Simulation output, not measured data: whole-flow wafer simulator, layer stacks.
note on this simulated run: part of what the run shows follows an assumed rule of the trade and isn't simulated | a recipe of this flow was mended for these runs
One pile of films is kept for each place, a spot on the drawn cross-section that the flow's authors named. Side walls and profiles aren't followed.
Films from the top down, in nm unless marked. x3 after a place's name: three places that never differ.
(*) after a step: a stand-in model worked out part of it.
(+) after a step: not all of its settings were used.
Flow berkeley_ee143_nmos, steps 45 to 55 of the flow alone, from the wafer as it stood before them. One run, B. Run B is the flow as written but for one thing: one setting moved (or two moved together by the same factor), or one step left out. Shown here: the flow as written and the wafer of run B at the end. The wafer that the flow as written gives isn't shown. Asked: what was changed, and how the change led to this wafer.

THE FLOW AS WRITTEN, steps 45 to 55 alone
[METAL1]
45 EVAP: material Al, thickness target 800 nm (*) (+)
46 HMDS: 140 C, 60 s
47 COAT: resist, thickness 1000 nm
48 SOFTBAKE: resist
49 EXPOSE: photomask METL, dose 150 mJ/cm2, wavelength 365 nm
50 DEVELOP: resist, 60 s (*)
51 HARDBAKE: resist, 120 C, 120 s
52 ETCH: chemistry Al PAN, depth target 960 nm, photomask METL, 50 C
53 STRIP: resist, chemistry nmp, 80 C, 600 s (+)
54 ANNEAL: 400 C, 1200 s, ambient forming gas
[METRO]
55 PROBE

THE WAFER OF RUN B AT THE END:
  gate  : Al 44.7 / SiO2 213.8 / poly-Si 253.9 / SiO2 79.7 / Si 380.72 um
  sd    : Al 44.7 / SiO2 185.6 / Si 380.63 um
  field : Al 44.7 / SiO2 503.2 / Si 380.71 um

The cause: step 52, ETCH: depth target 742 nm was run, where the flow has depth target 960 nm.

How the change led to this, step by step:
  52 ETCH: chemistry Al PAN, depth target 960 nm, photomask METL, 50 C
      gate, sd, field: Al -742 (as written it would be: Al -786.7 (all of it))
Counting metal films that touch as one body, gate has 1 body; the flow as written gives 0 bodies.
Counting metal films that touch as one body, sd has 1 body; the flow as written gives 0 bodies.
Counting metal films that touch as one body, field has 1 body; the flow as written gives 0 bodies.
